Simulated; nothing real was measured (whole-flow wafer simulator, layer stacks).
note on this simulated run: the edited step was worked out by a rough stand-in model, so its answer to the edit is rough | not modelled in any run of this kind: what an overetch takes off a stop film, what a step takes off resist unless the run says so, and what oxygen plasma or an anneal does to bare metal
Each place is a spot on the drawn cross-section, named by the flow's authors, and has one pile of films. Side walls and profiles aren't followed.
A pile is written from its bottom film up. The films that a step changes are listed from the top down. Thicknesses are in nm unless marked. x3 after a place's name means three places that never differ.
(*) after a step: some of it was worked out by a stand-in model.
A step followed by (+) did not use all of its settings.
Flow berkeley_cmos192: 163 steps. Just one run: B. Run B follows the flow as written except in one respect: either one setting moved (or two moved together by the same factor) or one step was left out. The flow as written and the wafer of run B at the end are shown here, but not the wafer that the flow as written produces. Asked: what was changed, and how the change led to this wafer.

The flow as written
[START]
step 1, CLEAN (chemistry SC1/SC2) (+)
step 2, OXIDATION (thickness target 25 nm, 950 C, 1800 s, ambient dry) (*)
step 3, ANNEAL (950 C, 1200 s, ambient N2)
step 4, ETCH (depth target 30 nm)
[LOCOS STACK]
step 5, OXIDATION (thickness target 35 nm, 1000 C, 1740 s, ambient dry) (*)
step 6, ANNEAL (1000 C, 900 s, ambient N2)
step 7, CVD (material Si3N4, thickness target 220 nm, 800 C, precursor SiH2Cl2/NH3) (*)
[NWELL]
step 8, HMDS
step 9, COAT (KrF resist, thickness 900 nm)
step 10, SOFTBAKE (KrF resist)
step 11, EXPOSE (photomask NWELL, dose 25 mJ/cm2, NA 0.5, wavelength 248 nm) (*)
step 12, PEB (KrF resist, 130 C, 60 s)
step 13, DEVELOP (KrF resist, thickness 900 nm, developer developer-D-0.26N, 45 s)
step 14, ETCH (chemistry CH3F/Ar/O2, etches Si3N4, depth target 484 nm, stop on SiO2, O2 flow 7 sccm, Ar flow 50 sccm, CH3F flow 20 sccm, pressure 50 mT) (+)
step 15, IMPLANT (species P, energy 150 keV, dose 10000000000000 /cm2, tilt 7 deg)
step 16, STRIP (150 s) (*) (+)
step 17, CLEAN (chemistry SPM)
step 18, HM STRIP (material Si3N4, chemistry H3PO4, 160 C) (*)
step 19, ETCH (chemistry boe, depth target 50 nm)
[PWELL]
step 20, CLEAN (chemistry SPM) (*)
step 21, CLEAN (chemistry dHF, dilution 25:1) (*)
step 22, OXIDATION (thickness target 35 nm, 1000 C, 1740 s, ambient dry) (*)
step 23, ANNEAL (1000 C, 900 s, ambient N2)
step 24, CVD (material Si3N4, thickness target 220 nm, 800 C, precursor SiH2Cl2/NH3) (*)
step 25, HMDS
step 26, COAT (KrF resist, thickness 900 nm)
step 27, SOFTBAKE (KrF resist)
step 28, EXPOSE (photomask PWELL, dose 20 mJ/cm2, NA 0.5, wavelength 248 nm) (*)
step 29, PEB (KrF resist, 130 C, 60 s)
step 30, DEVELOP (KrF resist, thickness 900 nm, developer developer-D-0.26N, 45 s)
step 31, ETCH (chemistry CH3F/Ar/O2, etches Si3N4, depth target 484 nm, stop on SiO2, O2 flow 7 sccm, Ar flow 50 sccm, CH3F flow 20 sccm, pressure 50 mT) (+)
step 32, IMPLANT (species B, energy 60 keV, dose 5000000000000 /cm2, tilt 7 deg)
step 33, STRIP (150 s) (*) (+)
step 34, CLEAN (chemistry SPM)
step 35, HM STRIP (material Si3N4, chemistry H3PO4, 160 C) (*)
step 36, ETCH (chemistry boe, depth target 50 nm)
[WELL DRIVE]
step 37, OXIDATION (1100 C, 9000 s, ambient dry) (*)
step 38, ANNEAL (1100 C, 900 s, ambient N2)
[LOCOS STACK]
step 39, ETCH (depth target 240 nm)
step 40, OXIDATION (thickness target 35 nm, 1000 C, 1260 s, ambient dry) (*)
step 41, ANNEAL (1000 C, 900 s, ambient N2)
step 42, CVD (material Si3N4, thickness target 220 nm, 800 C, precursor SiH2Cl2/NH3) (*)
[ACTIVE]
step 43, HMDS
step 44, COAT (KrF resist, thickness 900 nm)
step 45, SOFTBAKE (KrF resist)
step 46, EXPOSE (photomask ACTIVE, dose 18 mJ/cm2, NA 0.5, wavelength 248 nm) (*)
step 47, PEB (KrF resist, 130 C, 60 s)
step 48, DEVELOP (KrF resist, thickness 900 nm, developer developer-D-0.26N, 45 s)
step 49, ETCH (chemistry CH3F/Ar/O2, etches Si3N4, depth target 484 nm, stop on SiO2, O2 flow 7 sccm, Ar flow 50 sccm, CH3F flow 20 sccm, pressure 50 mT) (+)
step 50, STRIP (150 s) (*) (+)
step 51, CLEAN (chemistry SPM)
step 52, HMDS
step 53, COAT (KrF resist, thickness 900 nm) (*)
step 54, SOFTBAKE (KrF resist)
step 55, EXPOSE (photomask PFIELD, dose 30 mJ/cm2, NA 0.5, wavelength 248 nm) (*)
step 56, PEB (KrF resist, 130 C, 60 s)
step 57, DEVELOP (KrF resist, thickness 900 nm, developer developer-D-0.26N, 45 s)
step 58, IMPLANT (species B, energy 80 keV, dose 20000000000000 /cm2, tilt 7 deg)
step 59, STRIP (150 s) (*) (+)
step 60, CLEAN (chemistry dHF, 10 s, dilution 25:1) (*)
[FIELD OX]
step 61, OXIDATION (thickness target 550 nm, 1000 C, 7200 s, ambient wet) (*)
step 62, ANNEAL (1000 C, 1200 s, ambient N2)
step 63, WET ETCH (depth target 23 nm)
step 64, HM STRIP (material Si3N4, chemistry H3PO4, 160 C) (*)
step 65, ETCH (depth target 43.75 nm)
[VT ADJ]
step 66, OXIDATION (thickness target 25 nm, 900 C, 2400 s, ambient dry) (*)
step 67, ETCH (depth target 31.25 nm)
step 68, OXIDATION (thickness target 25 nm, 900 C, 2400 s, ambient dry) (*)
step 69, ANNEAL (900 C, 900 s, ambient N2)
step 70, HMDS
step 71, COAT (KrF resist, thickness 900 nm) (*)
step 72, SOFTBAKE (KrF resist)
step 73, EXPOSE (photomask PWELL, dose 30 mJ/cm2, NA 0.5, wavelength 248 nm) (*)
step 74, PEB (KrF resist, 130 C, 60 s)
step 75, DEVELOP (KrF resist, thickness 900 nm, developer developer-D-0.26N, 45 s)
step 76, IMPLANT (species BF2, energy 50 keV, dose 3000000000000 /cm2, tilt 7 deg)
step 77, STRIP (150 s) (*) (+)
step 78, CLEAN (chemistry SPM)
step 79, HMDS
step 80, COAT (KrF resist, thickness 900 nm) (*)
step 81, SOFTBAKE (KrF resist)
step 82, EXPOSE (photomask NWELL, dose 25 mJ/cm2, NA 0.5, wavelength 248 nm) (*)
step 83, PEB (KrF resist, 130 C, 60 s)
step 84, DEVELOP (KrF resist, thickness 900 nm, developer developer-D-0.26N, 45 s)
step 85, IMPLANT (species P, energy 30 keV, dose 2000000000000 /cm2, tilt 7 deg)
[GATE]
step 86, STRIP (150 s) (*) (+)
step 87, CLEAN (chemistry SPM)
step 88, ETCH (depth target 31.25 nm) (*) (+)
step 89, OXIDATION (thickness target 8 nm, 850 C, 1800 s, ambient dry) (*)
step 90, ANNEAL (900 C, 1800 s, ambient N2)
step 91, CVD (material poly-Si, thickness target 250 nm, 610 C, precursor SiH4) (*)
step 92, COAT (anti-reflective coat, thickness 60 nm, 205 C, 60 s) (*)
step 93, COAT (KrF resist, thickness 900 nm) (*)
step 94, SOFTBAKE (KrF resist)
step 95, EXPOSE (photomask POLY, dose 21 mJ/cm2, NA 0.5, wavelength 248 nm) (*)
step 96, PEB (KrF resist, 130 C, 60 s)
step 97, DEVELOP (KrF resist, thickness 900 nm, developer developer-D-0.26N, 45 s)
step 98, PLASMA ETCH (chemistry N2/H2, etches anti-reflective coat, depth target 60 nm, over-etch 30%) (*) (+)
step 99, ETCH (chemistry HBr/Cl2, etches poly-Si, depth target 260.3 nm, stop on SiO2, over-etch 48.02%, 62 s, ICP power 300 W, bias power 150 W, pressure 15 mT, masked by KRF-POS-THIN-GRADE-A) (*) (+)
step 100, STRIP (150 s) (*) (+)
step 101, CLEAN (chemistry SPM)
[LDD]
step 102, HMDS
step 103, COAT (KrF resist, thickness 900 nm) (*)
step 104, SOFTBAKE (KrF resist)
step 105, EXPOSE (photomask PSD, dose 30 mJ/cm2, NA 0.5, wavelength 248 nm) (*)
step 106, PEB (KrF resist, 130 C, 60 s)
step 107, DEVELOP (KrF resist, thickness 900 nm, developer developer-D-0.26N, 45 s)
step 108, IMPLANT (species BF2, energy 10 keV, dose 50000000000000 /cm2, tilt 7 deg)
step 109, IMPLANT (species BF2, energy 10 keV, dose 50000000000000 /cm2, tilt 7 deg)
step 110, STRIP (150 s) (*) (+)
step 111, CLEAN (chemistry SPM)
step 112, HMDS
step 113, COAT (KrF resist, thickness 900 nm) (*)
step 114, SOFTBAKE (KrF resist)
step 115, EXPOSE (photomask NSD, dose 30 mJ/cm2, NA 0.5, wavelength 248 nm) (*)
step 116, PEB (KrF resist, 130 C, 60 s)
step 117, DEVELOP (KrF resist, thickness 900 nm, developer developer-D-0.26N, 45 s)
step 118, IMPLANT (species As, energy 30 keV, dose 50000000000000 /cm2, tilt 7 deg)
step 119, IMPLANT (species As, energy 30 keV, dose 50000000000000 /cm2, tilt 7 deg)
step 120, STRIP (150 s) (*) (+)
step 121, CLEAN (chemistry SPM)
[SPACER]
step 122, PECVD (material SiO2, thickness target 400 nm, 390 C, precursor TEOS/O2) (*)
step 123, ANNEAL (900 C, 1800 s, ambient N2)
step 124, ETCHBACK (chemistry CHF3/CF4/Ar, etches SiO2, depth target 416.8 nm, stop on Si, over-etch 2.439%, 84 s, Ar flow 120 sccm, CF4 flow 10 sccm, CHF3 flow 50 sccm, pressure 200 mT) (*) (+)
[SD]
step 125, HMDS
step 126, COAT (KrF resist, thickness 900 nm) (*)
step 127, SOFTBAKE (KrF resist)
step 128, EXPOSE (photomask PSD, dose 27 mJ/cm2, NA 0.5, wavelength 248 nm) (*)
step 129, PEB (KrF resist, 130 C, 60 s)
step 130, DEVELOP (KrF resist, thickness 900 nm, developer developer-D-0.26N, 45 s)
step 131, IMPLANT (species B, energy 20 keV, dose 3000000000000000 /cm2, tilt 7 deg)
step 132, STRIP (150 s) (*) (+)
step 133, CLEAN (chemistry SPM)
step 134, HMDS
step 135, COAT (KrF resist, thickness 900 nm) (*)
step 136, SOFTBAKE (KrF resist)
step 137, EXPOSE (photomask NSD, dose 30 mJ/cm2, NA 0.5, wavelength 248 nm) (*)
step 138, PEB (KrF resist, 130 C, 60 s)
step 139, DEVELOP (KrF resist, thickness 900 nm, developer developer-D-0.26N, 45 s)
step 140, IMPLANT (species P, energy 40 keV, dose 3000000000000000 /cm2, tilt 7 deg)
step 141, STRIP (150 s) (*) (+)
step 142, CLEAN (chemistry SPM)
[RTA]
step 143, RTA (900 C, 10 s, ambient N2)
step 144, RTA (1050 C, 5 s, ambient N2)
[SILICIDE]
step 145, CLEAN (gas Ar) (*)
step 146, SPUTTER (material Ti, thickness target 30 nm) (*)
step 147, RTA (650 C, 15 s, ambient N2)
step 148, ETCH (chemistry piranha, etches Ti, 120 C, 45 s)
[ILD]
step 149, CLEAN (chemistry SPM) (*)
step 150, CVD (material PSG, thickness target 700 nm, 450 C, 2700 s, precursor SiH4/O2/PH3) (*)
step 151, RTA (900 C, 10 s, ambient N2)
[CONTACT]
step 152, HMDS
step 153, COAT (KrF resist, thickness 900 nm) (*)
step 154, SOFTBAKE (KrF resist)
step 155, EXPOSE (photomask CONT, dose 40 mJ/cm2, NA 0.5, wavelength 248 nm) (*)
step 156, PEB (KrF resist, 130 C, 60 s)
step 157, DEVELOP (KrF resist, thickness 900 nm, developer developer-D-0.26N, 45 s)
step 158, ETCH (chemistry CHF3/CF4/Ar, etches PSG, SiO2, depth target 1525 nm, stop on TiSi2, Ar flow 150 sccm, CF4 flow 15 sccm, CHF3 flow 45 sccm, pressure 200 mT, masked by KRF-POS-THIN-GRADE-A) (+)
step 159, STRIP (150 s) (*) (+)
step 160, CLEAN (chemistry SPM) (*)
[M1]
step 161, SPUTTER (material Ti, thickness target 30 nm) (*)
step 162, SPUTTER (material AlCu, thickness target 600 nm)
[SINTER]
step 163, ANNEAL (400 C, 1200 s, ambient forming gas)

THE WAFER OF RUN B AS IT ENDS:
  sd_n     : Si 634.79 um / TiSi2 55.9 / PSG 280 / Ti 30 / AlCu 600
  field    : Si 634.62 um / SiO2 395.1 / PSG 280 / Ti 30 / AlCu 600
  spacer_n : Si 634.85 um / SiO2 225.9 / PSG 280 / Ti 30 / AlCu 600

Cause: step 150, CVD: thickness target 280 nm was run, whereas the flow has thickness target 700 nm.
One can read it off the wafer: sd_n has PSG 280, and step 150 as written asks for 700 nm.

Step by step, how the change led to this:
  step 150, CVD (material PSG, thickness target 700 nm, 450 C, 2700 s, precursor SiH4/O2/PH3) (*)
      field, sd_n, spacer_n, gate, spacer_p, gate_p, contact, m1: PSG gains 280 (new film) (as written it would have been: PSG gains 700 (new film))
      sd_p: PSG gains 268.8 (new film) (as written it would have been: PSG gains 665.5 (new film))
  step 153, COAT (KrF resist, thickness 900 nm) (*)
      sd_p: KrF resist gains 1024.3 (new film) (as written it would have been: KrF resist gains 1051.6 (new film))
  step 158, ETCH (chemistry CHF3/CF4/Ar, etches PSG, SiO2, depth target 1525 nm, stop on TiSi2, Ar flow 150 sccm, CF4 flow 15 sccm, CHF3 flow 45 sccm, pressure 200 mT, masked by KRF-POS-THIN-GRADE-A) (+)
      field, sd_n, spacer_n, gate, sd_p, spacer_p, gate_p, m1: KrF resist loses 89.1 (as written it would have been: KrF resist loses 194.1)
      contact: PSG loses 280 (all of it), TiSi2 loses 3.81 (as written it would have been: PSG loses 700 (all of it), TiSi2 loses 3.81)
  step 159, STRIP (150 s) (*) (+)
      field: KrF resist loses 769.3 (all of it) (as written it would have been: KrF resist loses 671.6 (all of it))
      sd_n: KrF resist loses 893.6 (all of it) (as written it would have been: KrF resist loses 792.3 (all of it))
      (also at 6 further places)
  step 161, SPUTTER (material Ti, thickness target 30 nm) (*)
      contact: Ti gains 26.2 (new film) (as written it would have been: Ti gains 21.1 (new film))
  step 162, SPUTTER (material AlCu, thickness target 600 nm)
      contact: AlCu gains 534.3 (new film) (as written it would have been: AlCu gains 410.9 (new film))
